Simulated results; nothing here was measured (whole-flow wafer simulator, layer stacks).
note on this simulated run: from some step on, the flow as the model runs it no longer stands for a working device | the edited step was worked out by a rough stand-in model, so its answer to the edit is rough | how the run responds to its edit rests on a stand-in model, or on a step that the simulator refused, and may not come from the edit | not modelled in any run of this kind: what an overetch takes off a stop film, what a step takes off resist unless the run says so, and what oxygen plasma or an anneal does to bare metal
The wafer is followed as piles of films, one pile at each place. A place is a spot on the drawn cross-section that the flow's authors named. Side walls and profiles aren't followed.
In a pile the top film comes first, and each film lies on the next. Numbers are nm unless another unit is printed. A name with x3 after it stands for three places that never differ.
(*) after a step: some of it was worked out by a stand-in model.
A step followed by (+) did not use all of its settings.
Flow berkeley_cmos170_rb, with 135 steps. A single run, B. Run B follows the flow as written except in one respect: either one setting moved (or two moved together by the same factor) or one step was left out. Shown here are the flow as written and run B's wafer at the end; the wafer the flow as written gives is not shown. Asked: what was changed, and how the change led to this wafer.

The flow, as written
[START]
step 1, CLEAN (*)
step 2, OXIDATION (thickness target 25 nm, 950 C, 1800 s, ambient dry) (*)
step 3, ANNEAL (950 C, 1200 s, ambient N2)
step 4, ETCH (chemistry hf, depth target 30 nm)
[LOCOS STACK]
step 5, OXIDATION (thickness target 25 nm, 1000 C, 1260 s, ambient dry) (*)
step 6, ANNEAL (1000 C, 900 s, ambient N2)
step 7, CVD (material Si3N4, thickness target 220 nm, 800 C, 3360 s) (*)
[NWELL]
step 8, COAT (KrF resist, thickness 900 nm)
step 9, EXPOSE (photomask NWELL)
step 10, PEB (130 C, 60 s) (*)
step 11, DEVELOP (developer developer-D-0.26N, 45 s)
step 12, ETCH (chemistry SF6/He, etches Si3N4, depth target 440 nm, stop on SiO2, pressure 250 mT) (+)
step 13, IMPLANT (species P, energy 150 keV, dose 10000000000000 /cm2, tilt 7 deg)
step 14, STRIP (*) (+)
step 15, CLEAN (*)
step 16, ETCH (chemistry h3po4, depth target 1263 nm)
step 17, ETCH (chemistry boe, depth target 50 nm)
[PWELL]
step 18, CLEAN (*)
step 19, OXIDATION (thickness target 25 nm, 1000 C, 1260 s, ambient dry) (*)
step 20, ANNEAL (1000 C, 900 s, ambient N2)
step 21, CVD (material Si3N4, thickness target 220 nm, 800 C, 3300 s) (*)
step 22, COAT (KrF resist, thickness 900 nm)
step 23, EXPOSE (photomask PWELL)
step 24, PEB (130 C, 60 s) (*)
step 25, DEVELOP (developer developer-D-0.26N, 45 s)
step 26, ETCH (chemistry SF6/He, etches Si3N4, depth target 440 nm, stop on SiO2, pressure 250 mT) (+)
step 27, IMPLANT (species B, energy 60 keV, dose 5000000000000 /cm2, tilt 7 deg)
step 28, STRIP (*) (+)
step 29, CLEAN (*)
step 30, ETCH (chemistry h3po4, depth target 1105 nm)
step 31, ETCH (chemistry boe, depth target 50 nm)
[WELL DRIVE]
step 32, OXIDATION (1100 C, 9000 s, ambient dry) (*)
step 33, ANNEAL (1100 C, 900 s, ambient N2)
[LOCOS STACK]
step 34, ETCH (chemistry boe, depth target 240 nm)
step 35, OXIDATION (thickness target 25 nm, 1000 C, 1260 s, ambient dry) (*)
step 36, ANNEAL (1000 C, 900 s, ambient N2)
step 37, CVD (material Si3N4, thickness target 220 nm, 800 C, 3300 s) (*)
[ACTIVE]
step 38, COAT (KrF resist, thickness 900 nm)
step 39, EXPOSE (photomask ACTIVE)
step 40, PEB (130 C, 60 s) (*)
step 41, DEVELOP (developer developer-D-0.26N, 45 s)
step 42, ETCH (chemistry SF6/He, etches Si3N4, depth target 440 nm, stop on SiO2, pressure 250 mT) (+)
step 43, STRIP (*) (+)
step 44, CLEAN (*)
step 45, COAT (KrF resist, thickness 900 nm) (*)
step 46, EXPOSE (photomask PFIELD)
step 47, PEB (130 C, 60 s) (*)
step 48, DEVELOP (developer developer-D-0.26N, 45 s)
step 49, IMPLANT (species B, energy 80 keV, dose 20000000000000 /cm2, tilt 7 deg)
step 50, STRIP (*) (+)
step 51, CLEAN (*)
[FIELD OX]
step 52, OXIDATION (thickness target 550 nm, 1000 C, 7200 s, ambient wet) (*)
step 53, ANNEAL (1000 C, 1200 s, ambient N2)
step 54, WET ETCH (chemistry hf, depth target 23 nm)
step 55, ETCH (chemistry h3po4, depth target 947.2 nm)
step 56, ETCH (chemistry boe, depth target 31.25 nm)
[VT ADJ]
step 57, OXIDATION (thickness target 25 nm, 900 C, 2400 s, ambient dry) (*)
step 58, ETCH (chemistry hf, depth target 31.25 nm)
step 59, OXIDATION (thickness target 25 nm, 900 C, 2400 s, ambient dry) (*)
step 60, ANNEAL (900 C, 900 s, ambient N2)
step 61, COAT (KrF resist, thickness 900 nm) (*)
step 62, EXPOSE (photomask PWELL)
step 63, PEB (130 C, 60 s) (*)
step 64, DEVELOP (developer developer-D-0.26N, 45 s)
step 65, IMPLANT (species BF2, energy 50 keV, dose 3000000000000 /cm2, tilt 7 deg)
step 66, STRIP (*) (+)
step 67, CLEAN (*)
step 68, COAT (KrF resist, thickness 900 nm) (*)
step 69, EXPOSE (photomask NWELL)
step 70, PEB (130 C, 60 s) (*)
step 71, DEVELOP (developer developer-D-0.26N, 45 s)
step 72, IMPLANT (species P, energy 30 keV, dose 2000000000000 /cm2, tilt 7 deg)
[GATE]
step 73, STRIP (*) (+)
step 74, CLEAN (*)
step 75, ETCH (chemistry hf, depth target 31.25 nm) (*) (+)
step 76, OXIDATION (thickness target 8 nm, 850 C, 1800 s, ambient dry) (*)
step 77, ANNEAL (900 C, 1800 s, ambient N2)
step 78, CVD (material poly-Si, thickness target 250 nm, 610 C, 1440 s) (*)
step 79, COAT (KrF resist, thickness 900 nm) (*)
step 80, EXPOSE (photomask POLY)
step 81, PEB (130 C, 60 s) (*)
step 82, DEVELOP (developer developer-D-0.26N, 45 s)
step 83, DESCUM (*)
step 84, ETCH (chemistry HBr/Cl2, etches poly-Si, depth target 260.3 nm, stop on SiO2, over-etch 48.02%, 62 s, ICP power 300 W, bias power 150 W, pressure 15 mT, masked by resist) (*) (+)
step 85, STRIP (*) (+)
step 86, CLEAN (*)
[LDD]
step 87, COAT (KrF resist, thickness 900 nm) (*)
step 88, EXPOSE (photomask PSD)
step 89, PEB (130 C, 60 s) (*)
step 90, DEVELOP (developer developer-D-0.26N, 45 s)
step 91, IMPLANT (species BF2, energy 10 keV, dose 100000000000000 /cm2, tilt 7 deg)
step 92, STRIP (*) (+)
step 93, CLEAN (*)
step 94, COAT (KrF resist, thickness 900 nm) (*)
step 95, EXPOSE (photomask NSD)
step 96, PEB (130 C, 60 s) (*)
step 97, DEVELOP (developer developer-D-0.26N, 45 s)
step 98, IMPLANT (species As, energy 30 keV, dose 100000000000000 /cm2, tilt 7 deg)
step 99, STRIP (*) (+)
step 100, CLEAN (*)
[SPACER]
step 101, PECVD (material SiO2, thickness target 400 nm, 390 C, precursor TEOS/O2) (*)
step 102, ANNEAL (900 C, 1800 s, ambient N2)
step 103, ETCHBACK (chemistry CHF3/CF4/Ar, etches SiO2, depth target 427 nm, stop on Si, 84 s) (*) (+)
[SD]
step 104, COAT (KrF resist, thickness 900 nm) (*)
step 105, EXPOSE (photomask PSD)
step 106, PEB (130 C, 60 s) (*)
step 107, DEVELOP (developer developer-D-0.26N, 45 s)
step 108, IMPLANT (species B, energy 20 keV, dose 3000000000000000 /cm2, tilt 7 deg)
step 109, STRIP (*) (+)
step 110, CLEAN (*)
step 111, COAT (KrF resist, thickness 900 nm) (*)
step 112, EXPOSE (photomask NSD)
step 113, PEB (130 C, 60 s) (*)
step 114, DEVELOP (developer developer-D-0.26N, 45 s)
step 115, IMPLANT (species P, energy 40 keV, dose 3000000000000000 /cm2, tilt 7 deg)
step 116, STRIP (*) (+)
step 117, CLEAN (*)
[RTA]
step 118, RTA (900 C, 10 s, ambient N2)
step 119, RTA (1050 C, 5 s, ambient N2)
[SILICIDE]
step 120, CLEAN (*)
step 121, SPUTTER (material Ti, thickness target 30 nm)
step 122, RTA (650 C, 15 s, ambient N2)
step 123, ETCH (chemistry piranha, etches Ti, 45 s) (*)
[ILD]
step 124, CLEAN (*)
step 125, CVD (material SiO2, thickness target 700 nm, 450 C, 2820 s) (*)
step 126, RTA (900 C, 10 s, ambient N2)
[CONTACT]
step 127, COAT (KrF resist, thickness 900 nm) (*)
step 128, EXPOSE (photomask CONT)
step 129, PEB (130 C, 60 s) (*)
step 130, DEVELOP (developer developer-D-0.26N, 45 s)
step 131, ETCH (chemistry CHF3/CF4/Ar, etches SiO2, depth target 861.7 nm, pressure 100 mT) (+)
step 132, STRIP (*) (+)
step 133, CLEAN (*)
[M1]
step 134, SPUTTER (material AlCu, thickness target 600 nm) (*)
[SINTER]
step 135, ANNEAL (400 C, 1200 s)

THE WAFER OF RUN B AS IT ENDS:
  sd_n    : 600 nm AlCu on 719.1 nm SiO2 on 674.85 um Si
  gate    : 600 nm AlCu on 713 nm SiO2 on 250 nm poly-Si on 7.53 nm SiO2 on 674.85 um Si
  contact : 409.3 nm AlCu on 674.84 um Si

Cause: step 101, PECVD: thickness target 440 nm was run, though the flow has thickness target 400 nm.

The path from the change to this, step by step:
  step 101, PECVD (material SiO2, thickness target 400 nm, 390 C, precursor TEOS/O2) (*)
      field, sd_n, contact, m1: +440 SiO2 (in the flow as written it would be: +400 SiO2)
      gate, gate_p: +440 SiO2 (new film) (in the flow as written it would be: +400 SiO2 (new film))
      (as well as at 3 more places)
  step 103, ETCHBACK (chemistry CHF3/CF4/Ar, etches SiO2, depth target 427 nm, stop on Si, 84 s) (*) (+)
      sd_n, contact, m1: -427 SiO2 (in the flow as written it would be: -406.1 SiO2 (all of it))
      gate, gate_p: -427 SiO2 (in the flow as written it would be: -400 SiO2 (all of it))
      (as well as at 1 more place)
  step 104, COAT (KrF resist, thickness 900 nm) (*)
      sd_n: +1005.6 KrF resist (new film) (in the flow as written it would be: +982.1 KrF resist (new film))
      spacer_n: +785.9 KrF resist (new film) (in the flow as written it would be: +766.3 KrF resist (new film))
      (as well as at 3 more places)
  step 107, DEVELOP (developer developer-D-0.26N, 45 s)
      sd_p: -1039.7 KrF resist (all of it) (in the flow as written it would be: -990.7 KrF resist (all of it))
      gate_p: -787.8 KrF resist (all of it) (in the flow as written it would be: -743.2 KrF resist (all of it))
  step 109, STRIP (*) (+)
      sd_n: -991.4 KrF resist (all of it) (in the flow as written it would be: -967.9 KrF resist (all of it))
      spacer_n: -771.7 KrF resist (all of it) (in the flow as written it would be: -752.1 KrF resist (all of it))
      (as well as at 2 more places)
  step 111, COAT (KrF resist, thickness 900 nm) (*)
      sd_n: +1005.6 KrF resist (new film) (in the flow as written it would be: +982.1 KrF resist (new film))
      spacer_n: +785.9 KrF resist (new film) (in the flow as written it would be: +766.3 KrF resist (new film))
      (as well as at 3 more places)
  step 114, DEVELOP (developer developer-D-0.26N, 45 s)
      sd_n: -1005.6 KrF resist (all of it) (in the flow as written it would be: -982.1 KrF resist (all of it))
      spacer_n: -785.9 KrF resist (all of it) (in the flow as written it would be: -766.3 KrF resist (all of it))
      (as well as at 1 more place)
  step 116, STRIP (*) (+)
      sd_p: -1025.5 KrF resist (all of it) (in the flow as written it would be: -976.5 KrF resist (all of it))
      gate_p: -773.6 KrF resist (all of it) (in the flow as written it would be: -729 KrF resist (all of it))
      (as well as at 1 more place)
  step 121, SPUTTER (material Ti, thickness target 30 nm)
      sd_p: +25 Ti (new film) (in the flow as written it would be: +27.1 Ti (new film))
  step 122, RTA (650 C, 15 s, ambient N2)
      sd_n, contact, m1: nothing (in the flow as written it would be: -23.4 Ti, +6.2 TiSi first (new film), +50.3 TiSi2 C49 (new film), -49 Si)
      gate, gate_p: nothing (in the flow as written it would be: -23.4 Ti, +6.2 TiSi first (new film), +50.3 TiSi2 C49 (new film), -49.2 poly-Si)
      (as well as at 1 more place)
  step 123, ETCH (chemistry piranha, etches Ti, 45 s) (*)
      sd_n, gate, gate_p, contact, m1: -30 Ti (all of it) (in the flow as written it would be: -6.6 Ti (all of it))
  step 125, CVD (material SiO2, thickness target 700 nm, 450 C, 2820 s) (*)
      sd_n, gate, gate_p, contact, m1: +700 SiO2 (in the flow as written it would be: +700 SiO2 (new film))
      sd_p: +716.2 SiO2 (new film) (in the flow as written it would be: +700 SiO2 (new film))
  step 126, RTA (900 C, 10 s, ambient N2)
      sd_n, contact, m1: nothing (in the flow as written it would be: under 1 film: +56 TiSi2 (new film), -6.2 TiSi first (all of it), -50.3 TiSi2 C49 (all of it), -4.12 Si)
      gate, gate_p: nothing (in the flow as written it would be: under 1 film: +56 TiSi2 (new film), -6.2 TiSi first (all of it), -50.3 TiSi2 C49 (all of it), -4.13 poly-Si)
      (as well as at 1 more place)
  step 127, COAT (KrF resist, thickness 900 nm) (*)
      gate: +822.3 KrF resist (new film) (in the flow as written it would be: +798.4 KrF resist (new film))
      gate_p: +823.5 KrF resist (new film) (in the flow as written it would be: +800.1 KrF resist (new film))
  step 131, ETCH (chemistry CHF3/CF4/Ar, etches SiO2, depth target 861.7 nm, pressure 100 mT) (+)
      contact: -719.1 SiO2 (all of it), -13 Si (in the flow as written it would be: -700 SiO2 (all of it), -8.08 TiSi2)
  step 132, STRIP (*) (+)
      gate: -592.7 KrF resist (all of it) (in the flow as written it would be: -568.8 KrF resist (all of it))
      sd_p: -828.6 KrF resist (all of it) (in the flow as written it would be: -810.2 KrF resist (all of it))
      (as well as at 1 more place)
  step 134, SPUTTER (material AlCu, thickness target 600 nm) (*)
      sd_p: +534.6 AlCu (new film) (in the flow as written it would be: +545.9 AlCu (new film))
